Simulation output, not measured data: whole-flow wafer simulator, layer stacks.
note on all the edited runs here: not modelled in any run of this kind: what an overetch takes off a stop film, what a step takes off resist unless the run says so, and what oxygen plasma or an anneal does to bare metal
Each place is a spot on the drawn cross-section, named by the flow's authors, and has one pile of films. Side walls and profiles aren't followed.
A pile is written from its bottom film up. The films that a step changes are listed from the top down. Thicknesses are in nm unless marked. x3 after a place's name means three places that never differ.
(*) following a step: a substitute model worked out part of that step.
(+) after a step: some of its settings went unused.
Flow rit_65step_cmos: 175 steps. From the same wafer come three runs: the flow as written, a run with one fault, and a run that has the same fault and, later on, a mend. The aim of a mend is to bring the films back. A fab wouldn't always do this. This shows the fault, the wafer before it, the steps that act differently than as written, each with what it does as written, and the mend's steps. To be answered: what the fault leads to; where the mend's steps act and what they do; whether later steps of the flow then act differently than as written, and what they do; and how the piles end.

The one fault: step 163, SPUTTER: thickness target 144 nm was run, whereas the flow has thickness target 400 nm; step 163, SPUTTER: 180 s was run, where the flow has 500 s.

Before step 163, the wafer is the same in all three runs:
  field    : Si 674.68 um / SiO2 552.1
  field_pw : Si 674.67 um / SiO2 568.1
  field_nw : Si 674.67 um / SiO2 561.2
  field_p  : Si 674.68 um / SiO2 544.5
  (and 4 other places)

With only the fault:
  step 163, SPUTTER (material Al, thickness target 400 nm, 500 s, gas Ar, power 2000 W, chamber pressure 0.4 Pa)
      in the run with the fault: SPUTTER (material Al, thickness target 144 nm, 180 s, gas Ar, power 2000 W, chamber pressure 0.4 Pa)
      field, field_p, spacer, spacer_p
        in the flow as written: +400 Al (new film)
        in the run with the fault: +144 Al (new film)
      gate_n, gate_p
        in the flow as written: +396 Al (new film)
        in the run with the fault: +144 Al (new film)
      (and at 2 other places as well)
  Steps further on in the flow that do not act as written (3 other steps are not shown; they differ only slightly, by no more than 2% or 0.5 nm, whichever is larger):
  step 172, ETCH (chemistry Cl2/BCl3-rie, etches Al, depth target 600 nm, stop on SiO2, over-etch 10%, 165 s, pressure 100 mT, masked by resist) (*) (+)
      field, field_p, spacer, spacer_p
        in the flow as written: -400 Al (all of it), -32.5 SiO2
        in the run with the fault: -144 Al (all of it), -64.5 SiO2
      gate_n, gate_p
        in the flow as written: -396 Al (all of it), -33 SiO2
        in the run with the fault: -144 Al (all of it), -64.5 SiO2
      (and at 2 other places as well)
  At field, field_pw, field_nw, field_p, gate_n, gate_p, spacer, spacer_p, the piles at the end differ from the flow's by more than 2% or 0.5 nm, whichever is larger.
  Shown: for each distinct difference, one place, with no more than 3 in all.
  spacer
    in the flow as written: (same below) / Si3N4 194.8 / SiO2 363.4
    in the run with the fault: (same below) / Si3N4 194.8 / SiO2 331.4
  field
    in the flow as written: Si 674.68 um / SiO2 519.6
    in the run with the fault: Si 674.68 um / SiO2 487.6
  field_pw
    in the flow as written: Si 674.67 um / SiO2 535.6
    in the run with the fault: Si 674.67 um / SiO2 503.6

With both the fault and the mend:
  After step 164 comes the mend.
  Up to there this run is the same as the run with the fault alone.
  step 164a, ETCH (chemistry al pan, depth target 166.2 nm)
      field, field_p, gate_n, gate_p, spacer, spacer_p
        -144 Al (all of it)
      field_pw, field_nw
        -143.9 Al (all of it)
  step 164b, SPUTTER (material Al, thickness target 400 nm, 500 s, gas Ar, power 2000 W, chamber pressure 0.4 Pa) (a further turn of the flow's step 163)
      field, field_pw, field_p, spacer, spacer_p
        +400 Al (new film)
      gate_n, gate_p
        +396 Al (new film)
      field_nw
        +397.2 Al (new film)
  Every later step of the flow that is run acts as written at every place that is followed.
  The piles end the same as the flow's at every place that both follow.
